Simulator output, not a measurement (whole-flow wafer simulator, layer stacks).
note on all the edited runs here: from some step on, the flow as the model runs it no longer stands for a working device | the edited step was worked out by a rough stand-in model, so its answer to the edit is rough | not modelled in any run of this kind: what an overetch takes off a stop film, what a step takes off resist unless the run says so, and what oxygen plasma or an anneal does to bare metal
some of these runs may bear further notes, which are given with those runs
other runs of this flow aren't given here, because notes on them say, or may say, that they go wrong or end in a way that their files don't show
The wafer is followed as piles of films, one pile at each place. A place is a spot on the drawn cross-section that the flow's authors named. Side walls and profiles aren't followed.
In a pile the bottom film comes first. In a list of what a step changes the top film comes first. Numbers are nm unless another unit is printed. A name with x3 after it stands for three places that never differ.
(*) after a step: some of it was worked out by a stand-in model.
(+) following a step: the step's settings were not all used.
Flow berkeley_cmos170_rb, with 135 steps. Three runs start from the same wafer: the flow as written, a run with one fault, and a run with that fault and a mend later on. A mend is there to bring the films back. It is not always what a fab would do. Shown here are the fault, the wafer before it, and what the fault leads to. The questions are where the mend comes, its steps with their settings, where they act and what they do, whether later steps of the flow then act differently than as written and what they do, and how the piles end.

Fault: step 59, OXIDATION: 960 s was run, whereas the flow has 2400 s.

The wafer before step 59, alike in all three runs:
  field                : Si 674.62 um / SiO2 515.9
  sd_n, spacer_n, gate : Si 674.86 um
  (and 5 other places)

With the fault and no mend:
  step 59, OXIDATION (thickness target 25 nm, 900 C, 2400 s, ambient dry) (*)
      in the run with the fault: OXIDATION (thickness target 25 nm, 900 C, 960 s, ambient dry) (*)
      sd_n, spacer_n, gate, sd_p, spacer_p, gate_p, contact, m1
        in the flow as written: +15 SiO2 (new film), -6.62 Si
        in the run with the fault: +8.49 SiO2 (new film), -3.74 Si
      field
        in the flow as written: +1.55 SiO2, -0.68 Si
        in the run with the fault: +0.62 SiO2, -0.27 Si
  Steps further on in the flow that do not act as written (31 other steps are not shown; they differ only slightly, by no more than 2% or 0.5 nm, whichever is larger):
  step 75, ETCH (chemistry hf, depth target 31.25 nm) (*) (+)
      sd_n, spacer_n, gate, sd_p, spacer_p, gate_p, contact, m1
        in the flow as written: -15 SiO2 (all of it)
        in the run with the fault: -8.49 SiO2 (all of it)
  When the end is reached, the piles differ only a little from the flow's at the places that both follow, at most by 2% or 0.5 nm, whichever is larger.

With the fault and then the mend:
  After step 59 comes the mend.
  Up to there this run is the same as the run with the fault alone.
  step 59a, OXIDATION (thickness target 25 nm, 900 C, 1440 s, ambient dry) (*) (the flow's step 59 again, with other settings)
      sd_n, spacer_n, gate, sd_p, spacer_p, gate_p, contact, m1
        +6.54 SiO2, -2.88 Si
      field
        +0.93 SiO2, -0.41 Si
  Later steps of the flow that are run all act as written at every place that is followed.
  At every place that both follow, the piles at the end match the flow's.
